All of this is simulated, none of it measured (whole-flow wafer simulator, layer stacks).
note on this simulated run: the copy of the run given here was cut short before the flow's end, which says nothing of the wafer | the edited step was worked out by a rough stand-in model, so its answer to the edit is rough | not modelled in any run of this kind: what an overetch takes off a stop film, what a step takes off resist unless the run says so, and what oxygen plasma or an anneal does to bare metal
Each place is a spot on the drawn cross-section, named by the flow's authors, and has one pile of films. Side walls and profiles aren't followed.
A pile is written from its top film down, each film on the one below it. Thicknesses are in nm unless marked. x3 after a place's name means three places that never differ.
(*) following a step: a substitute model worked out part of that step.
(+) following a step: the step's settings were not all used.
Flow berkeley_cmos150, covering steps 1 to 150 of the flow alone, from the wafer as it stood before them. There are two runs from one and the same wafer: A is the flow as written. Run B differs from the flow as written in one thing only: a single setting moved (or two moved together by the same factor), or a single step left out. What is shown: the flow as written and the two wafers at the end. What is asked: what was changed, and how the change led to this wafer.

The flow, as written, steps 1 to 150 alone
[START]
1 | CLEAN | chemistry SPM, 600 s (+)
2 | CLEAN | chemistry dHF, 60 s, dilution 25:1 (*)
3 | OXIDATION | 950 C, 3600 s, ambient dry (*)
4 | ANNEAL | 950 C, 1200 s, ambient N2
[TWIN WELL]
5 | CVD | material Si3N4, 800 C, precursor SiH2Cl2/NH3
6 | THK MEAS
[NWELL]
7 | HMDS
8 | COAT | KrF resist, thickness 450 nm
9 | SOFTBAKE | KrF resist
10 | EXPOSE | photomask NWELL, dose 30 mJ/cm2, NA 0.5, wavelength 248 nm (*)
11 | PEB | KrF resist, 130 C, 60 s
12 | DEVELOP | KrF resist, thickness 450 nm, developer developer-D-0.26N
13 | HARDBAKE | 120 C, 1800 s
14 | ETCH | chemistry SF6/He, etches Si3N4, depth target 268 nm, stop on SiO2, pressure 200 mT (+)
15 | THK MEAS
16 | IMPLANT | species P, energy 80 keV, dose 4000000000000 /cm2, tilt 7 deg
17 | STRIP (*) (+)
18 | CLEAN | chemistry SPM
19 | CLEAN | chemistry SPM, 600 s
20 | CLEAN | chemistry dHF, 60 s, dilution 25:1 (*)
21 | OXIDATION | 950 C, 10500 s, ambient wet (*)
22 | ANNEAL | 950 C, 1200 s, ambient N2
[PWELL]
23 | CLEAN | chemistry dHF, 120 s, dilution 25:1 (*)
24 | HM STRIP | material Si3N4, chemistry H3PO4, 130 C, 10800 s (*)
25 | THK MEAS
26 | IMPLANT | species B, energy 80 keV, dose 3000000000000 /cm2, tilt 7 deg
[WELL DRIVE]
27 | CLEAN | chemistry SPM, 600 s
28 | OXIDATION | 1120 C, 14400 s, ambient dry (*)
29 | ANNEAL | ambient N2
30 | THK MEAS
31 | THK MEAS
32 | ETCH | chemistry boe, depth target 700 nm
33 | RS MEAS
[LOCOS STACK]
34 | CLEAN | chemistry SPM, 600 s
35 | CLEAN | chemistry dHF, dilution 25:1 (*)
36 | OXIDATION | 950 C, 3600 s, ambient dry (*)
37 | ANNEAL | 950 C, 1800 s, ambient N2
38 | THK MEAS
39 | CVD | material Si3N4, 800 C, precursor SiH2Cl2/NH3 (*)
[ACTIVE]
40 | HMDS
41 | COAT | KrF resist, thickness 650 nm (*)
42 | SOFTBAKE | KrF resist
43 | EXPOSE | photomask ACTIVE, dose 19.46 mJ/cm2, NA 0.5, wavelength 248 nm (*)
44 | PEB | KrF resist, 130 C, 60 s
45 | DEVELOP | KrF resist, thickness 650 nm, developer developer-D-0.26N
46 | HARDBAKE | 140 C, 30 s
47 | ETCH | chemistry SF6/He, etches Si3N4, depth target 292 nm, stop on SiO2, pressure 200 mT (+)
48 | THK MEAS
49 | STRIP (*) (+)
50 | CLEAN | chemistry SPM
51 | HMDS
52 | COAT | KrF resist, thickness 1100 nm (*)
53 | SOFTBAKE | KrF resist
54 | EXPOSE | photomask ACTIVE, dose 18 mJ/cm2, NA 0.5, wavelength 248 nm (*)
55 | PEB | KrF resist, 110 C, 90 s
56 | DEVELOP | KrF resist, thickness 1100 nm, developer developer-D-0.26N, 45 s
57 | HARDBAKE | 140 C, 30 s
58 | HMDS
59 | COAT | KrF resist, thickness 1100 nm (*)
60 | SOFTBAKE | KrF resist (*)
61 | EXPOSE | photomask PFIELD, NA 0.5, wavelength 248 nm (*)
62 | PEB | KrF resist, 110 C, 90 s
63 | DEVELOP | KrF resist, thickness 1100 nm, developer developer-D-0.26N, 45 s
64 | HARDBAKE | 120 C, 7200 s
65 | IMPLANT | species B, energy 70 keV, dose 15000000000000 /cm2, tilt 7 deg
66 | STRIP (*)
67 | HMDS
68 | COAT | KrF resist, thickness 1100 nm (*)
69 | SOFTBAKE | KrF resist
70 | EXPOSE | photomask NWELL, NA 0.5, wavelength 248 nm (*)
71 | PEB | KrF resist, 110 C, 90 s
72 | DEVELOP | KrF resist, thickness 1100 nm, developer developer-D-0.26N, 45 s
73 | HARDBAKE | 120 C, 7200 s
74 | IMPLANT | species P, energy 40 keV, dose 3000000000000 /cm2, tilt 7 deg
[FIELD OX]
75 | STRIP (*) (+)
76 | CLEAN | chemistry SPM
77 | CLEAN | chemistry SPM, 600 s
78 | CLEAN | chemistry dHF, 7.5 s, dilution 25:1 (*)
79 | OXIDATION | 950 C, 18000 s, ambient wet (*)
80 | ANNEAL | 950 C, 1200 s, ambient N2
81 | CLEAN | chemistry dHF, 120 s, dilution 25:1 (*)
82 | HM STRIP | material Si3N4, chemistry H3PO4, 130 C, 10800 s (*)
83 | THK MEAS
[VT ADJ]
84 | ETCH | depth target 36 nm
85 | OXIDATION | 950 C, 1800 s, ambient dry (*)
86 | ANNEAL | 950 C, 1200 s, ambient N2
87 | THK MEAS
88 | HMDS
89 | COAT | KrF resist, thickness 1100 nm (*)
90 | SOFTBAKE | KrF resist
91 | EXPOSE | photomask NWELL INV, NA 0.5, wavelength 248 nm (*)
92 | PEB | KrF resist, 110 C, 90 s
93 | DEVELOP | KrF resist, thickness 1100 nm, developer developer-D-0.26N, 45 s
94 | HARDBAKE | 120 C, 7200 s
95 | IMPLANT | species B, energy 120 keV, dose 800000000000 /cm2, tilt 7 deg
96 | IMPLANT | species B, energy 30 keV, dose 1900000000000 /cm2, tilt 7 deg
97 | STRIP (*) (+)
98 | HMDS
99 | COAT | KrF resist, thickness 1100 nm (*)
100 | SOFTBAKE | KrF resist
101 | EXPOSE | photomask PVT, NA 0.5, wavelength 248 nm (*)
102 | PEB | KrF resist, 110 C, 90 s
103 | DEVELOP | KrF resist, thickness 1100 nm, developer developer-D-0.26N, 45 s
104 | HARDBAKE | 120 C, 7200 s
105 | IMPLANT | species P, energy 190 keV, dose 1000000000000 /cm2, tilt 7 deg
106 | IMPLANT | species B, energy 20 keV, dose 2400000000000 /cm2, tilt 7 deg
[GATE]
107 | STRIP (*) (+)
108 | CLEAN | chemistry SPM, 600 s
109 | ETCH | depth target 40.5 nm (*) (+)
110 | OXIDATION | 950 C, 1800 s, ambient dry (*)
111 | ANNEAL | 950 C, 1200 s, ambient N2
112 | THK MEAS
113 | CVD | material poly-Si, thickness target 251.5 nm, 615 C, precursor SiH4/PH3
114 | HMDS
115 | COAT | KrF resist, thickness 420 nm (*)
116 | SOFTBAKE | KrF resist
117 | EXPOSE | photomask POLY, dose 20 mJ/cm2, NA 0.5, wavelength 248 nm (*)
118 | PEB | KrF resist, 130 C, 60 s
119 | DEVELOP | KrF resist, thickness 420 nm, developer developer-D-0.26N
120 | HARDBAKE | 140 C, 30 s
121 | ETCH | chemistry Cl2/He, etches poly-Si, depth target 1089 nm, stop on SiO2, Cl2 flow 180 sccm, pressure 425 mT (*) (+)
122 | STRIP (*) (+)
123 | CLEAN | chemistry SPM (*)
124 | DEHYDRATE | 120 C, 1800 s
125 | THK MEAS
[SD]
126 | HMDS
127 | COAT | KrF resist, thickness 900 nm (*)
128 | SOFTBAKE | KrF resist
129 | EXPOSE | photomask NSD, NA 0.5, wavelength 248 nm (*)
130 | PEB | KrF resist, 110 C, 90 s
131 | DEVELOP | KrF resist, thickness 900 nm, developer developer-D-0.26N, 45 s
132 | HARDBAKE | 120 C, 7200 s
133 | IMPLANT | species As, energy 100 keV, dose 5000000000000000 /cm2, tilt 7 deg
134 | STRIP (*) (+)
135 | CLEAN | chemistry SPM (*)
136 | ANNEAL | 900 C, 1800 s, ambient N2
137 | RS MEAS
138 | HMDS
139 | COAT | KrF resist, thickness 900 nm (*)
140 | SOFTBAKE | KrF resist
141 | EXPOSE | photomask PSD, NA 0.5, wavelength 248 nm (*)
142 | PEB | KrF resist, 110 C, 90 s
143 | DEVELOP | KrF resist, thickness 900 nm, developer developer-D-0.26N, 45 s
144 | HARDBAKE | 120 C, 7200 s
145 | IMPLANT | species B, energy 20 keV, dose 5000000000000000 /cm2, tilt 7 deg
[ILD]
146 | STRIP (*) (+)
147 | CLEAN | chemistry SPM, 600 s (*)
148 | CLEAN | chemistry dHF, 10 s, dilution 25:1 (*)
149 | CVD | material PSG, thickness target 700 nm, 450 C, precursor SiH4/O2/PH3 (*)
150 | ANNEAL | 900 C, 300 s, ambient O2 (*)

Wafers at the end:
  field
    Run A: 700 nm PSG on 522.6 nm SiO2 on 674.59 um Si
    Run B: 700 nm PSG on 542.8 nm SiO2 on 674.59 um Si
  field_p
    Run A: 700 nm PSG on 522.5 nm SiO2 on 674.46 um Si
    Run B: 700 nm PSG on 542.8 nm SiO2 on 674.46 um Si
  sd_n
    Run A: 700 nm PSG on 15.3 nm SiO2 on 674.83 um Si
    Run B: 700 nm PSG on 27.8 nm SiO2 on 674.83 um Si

What caused this: step 109, ETCH: depth target 20.2 nm was run, whereas the flow has depth target 40.5 nm.

Step by step, how the change led to this:
  109 | ETCH | depth target 40.5 nm (*) (+)
      sd_n: A SiO2 loses 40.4 (all of it) | B SiO2 loses 20.2
      field, field_p: A SiO2 loses 40.5 | B SiO2 loses 20.2
  110 | OXIDATION | 950 C, 1800 s, ambient dry (*)
      sd_n: A SiO2 gains 20.4 (new film), Si loses 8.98 | B SiO2 gains 12.7, Si loses 5.59
  115 | COAT | KrF resist, thickness 420 nm (*)
      gate_n: A KrF resist gains 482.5 (new film) | B KrF resist gains 492.5 (new film)
  120 | HARDBAKE | 140 C, 30 s
      gate_n: A KrF resist loses 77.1 | B KrF resist loses 78.8
  122 | STRIP (*) (+)
      gate_n: A chemical SiO2 gains 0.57 (new film), KrF resist loses 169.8 (all of it), poly-Si loses 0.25 | B chemical SiO2 gains 0.57 (new film), KrF resist loses 178.2 (all of it), poly-Si loses 0.25
